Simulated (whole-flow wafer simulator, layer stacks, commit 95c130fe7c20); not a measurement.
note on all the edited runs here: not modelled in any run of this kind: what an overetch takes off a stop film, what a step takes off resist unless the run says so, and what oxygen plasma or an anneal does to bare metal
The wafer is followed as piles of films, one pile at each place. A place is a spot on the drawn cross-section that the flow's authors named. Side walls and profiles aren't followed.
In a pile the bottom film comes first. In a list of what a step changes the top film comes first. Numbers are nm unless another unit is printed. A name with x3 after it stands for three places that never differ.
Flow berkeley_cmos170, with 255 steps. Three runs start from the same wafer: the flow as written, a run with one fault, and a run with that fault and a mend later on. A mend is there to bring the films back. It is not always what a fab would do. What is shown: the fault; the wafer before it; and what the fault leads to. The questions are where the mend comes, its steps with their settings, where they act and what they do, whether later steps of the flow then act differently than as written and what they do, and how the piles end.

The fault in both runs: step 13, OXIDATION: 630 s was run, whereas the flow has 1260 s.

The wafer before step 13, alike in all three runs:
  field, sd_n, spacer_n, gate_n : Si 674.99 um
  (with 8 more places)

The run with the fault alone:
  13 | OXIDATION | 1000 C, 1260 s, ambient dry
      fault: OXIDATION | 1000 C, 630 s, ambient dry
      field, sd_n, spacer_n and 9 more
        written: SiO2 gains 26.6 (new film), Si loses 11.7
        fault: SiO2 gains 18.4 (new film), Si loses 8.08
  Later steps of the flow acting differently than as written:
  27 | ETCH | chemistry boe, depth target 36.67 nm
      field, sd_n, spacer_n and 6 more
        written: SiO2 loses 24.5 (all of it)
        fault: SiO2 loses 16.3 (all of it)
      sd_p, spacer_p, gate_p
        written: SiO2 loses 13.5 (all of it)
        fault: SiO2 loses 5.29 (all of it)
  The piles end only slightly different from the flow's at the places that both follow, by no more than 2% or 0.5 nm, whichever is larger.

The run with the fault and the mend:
  The mend follows step 13.
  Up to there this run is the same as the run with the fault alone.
  13a | OXIDATION | 1000 C, 630 s, ambient dry (the flow's step 13, run once more with other settings)
      field, sd_n, spacer_n and 9 more
        SiO2 gains 8.19, Si loses 3.6
  None of the later steps of the flow acts differently than as written at any place that is followed.
  The piles end the same as the flow's at every place that both follow.
